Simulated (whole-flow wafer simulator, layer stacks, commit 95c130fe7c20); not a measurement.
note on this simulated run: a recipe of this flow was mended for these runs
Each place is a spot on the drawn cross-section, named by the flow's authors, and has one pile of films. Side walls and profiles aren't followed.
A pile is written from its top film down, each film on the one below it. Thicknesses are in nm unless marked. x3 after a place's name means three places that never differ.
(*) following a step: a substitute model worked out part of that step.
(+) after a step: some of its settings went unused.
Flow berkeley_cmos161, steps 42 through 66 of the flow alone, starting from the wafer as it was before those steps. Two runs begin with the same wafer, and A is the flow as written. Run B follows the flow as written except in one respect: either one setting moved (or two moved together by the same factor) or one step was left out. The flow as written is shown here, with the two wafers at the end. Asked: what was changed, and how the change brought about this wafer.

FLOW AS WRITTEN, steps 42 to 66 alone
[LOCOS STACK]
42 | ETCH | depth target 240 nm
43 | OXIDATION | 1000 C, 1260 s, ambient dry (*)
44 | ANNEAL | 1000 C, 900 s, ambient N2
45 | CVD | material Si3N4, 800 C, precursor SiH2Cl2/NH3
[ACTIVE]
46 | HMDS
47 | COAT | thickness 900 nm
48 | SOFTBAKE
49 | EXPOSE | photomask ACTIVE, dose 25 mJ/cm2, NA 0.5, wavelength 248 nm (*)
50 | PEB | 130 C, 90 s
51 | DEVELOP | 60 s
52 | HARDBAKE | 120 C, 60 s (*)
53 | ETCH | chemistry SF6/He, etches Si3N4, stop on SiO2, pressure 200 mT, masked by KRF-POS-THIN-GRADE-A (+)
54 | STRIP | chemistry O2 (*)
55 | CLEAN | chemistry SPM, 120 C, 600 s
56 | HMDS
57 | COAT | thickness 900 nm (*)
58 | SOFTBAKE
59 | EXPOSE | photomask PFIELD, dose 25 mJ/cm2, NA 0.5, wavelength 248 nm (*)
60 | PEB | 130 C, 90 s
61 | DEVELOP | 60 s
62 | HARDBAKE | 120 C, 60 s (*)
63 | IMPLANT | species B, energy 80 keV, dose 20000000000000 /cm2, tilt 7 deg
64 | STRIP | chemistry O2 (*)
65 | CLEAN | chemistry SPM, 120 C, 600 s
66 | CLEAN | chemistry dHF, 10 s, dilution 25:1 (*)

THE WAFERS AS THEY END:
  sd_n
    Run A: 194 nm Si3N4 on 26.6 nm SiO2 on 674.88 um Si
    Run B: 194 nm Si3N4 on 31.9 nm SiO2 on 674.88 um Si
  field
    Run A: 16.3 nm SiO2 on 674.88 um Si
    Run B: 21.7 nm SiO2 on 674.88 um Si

The reason: step 43, OXIDATION: 1764 s was run, whereas the flow has 1260 s.

How this came from the change, step by step:
  43 | OXIDATION | 1000 C, 1260 s, ambient dry (*)
      field, sd_n, spacer_n and 6 more: A +26.6 SiO2 (new film), -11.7 Si | B +31.9 SiO2 (new film), -14 Si
